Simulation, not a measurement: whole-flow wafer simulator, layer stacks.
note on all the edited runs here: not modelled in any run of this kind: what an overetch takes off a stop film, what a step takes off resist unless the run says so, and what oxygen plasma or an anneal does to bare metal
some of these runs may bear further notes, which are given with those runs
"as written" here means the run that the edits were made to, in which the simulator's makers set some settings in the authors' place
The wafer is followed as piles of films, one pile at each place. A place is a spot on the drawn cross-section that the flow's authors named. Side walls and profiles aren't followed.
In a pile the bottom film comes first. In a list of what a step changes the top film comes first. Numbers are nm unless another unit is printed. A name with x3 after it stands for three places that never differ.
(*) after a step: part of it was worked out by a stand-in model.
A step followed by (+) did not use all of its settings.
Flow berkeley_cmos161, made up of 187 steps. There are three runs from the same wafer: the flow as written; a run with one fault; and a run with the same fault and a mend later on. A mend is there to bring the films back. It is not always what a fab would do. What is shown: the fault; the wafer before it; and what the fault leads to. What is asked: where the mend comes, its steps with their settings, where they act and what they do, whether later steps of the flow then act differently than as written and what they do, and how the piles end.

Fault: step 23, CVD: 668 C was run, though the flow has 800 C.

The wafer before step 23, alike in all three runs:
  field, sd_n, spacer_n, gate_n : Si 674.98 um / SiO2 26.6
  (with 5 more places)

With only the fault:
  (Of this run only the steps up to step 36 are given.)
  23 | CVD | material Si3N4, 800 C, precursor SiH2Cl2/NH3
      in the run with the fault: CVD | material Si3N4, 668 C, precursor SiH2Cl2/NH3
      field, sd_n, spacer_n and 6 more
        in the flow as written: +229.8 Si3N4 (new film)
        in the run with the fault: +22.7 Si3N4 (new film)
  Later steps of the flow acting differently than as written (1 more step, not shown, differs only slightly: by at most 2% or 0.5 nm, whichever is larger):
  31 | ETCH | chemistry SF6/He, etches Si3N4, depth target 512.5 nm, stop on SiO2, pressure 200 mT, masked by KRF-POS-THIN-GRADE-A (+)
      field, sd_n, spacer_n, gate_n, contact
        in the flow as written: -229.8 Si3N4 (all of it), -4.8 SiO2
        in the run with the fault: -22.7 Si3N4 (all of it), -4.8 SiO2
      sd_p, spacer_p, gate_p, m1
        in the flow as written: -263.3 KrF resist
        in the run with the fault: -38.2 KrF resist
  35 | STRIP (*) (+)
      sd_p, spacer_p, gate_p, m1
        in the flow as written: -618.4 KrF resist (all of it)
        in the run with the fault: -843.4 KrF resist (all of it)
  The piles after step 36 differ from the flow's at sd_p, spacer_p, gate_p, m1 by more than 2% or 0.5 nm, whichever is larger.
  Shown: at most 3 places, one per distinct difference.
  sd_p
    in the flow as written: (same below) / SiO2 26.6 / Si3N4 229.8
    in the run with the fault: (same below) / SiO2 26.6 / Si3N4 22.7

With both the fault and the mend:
  After step 30 comes the mend.
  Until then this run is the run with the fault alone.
  30a | STRIP (*) (+)
      sd_p, spacer_p, gate_p, m1
        -882 KrF resist (all of it)
  30b | CLEAN | chemistry SPM (the flow's step 16 again)
      does not change any film at any place that is followed
  30c | CVD | material Si3N4, 800 C, precursor SiH2Cl2/NH3 (the flow's step 23 again, with other settings that aren't printed)
      field, sd_n, spacer_n and 6 more
        +207.1 Si3N4
  30d | HMDS (the flow's step 24 again)
      does not change any film at any place that is followed
  30e | COAT | KrF resist, thickness 900 nm (the flow's step 25 again)
      field, sd_n, spacer_n and 6 more
        +900 KrF resist (new film)
  30f | SOFTBAKE | KrF resist (the flow's step 26 again)
      does not change any film at any place that is followed
  30g | EXPOSE | photomask PWELL, dose 20 mJ/cm2, NA 0.5, wavelength 248 nm (*) (the flow's step 27 again)
      does not change any film at any place that is followed
  30h | PEB | KrF resist, 130 C (the flow's step 28 again)
      field, sd_n, spacer_n and 6 more
        -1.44 KrF resist
  30i | DEVELOP | KrF resist, thickness 900 nm, developer developer-D-0.26N (the flow's step 29 again)
      field, sd_n, spacer_n, gate_n, contact
        -898.6 KrF resist (all of it)
      sd_p, spacer_p, gate_p, m1
        -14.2 KrF resist
  30j | HARDBAKE | 120 C, 5400 s (the flow's step 30 again)
      sd_p, spacer_p, gate_p, m1
        -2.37 KrF resist
  Every later step of the flow that is run acts as written, at every place that is followed, to within 2% or 0.5 nm, whichever is larger.
  At every place that both follow, the piles at the end match the flow's.
